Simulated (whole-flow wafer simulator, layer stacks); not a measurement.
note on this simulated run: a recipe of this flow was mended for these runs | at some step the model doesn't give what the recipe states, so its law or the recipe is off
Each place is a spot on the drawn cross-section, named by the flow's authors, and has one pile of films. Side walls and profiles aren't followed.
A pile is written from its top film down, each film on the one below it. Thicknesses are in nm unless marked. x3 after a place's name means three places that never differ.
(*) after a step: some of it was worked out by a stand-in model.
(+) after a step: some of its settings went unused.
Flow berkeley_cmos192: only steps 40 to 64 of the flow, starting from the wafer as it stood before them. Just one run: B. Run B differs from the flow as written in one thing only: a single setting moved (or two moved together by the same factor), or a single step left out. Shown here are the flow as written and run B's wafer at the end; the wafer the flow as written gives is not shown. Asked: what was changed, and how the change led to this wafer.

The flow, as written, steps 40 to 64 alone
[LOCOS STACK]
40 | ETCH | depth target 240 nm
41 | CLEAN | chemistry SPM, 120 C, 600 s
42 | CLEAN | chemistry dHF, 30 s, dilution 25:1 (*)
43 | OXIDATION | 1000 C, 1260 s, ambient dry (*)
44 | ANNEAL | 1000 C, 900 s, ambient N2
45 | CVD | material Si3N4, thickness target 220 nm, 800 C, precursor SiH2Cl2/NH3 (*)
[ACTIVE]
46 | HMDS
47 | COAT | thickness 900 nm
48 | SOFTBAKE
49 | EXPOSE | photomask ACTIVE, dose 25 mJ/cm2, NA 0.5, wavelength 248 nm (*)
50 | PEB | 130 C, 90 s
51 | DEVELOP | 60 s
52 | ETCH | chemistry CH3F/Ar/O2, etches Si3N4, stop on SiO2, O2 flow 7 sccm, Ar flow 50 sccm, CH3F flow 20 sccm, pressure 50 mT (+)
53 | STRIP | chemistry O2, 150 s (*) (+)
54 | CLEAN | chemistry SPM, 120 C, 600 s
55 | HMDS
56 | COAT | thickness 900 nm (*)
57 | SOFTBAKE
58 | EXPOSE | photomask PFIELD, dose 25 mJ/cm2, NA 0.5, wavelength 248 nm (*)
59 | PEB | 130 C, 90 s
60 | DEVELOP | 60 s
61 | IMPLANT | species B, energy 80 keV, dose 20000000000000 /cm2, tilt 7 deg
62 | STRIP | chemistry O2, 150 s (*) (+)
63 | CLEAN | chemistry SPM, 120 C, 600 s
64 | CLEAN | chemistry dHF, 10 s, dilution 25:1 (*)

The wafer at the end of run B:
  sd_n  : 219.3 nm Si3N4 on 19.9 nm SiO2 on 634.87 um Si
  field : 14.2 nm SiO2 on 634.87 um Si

The reason: step 43, OXIDATION: 969 C was run, though the flow has 1000 C.

Step by step, how the change led to this:
  43 | OXIDATION | 1000 C, 1260 s, ambient dry (*)
      field, sd_n, spacer_n and 6 more: SiO2 gains 19.9 (new film), Si loses 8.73 (as written it would have been: SiO2 gains 26.6 (new film), Si loses 11.7)
